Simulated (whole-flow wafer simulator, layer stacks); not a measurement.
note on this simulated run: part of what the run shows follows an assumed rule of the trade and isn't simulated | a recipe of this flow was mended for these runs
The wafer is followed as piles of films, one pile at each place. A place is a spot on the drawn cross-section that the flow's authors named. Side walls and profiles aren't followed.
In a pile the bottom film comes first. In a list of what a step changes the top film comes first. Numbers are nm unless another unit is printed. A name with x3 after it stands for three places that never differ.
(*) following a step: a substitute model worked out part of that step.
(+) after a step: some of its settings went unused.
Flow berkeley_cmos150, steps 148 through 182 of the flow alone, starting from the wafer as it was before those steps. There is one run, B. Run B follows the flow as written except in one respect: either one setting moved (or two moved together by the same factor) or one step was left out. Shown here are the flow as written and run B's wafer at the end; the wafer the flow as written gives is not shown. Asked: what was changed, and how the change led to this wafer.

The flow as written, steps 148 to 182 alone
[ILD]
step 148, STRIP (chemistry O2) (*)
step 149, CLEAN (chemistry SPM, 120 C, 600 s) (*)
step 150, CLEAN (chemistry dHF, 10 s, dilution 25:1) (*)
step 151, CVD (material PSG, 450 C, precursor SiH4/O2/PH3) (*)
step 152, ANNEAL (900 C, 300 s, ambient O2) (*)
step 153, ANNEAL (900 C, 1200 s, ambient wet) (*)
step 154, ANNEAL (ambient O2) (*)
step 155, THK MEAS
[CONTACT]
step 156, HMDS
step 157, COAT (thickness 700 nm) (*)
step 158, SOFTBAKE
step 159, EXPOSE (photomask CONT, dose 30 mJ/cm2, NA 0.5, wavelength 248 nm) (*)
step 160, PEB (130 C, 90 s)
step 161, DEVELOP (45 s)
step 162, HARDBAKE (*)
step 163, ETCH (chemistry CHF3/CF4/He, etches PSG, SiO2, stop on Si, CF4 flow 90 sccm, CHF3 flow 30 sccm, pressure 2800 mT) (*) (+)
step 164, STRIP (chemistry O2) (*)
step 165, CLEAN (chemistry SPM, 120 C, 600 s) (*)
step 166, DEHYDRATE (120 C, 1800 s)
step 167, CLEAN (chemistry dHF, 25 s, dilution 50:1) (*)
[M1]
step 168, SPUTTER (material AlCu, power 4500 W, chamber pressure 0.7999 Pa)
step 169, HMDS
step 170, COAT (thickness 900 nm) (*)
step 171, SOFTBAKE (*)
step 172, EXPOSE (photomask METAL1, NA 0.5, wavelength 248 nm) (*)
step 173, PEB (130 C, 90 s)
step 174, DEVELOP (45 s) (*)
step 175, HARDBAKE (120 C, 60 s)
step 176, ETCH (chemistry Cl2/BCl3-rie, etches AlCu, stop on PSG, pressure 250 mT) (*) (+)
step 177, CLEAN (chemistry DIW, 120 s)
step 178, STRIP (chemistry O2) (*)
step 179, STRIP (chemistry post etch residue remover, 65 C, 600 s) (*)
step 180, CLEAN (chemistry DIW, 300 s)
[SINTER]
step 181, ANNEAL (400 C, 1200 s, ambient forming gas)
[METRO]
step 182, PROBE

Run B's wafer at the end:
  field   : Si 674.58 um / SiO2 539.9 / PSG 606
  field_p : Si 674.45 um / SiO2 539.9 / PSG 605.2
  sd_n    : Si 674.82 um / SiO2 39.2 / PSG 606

Cause: step 150, CLEAN: 4 s was run, while the flow as written has 10 s.

Step by step, how the change led to this:
  step 150, CLEAN (chemistry dHF, 10 s, dilution 25:1) (*)
      gate_n: -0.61 chemical SiO2 (in the flow as written it would be: -1.53 chemical SiO2 (all of it))
      sd_n, contact, m1: -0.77 SiO2 (in the flow as written it would be: -1.92 SiO2)
      (also at 3 further places)
  step 153, ANNEAL (900 C, 1200 s, ambient wet) (*)
      gate_n: -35 PSG, +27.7 SiO2 (new film), -0.92 chemical SiO2 (all of it), -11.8 poly-Si (in the flow as written it would be: -35 PSG, +26.8 SiO2 (new film), -11.8 poly-Si)
  step 163, ETCH (chemistry CHF3/CF4/He, etches PSG, SiO2, stop on Si, CF4 flow 90 sccm, CHF3 flow 30 sccm, pressure 2800 mT) (*) (+)
      contact: -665 PSG (all of it), -39.2 SiO2 (all of it), -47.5 Si (in the flow as written it would be: -665 PSG (all of it), -38.1 SiO2 (all of it), -47.5 Si)
  step 176, ETCH (chemistry Cl2/BCl3-rie, etches AlCu, stop on PSG, pressure 250 mT) (*) (+)
      gate_p: -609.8 AlCu (all of it), -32 PSG (in the flow as written it would be: -616.1 AlCu (all of it), -31.2 PSG)
